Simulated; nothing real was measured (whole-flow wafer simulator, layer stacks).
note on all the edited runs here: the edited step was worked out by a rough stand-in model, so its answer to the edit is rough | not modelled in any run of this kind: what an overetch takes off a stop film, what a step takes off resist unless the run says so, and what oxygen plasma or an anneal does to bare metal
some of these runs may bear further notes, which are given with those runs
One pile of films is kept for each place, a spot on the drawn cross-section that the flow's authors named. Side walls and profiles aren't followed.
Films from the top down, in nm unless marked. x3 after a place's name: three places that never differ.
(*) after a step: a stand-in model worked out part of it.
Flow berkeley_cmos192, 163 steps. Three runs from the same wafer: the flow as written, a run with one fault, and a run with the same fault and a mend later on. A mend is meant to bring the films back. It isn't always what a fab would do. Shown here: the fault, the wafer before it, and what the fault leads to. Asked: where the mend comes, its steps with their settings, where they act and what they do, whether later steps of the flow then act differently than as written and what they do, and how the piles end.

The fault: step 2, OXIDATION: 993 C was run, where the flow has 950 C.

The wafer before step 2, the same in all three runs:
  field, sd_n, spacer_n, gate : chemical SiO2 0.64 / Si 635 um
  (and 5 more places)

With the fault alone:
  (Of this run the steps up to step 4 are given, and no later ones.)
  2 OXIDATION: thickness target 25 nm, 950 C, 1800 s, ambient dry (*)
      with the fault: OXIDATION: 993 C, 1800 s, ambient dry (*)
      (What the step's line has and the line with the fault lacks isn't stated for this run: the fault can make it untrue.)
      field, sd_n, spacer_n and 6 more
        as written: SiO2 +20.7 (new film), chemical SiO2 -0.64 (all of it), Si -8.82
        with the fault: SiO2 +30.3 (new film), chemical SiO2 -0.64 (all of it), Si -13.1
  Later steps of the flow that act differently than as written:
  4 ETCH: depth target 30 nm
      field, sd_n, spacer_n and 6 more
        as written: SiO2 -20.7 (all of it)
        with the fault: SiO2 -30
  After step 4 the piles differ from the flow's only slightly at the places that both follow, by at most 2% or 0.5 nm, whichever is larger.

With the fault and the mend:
  The mend comes after step 3.
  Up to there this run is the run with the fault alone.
  3a ETCH: chemistry boe, depth target 35 nm
      field, sd_n, spacer_n and 6 more
        SiO2 -30.3 (all of it)
  3b CLEAN: chemistry SC1/SC2 (*) (the flow's step 1 once more)
      field, sd_n, spacer_n and 6 more
        chemical SiO2 +0.6 (new film), Si -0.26
  3c OXIDATION: 950 C, 1800 s, ambient dry (*) (the flow's step 2 once more, with other settings)
      field, sd_n, spacer_n and 6 more
        SiO2 +20.7 (new film), chemical SiO2 -0.6 (all of it), Si -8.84
  No later step of the flow acts differently than as written at any place that is followed.
  At the end the piles differ from the flow's only slightly at the places that both follow, by at most 2% or 0.5 nm, whichever is larger.
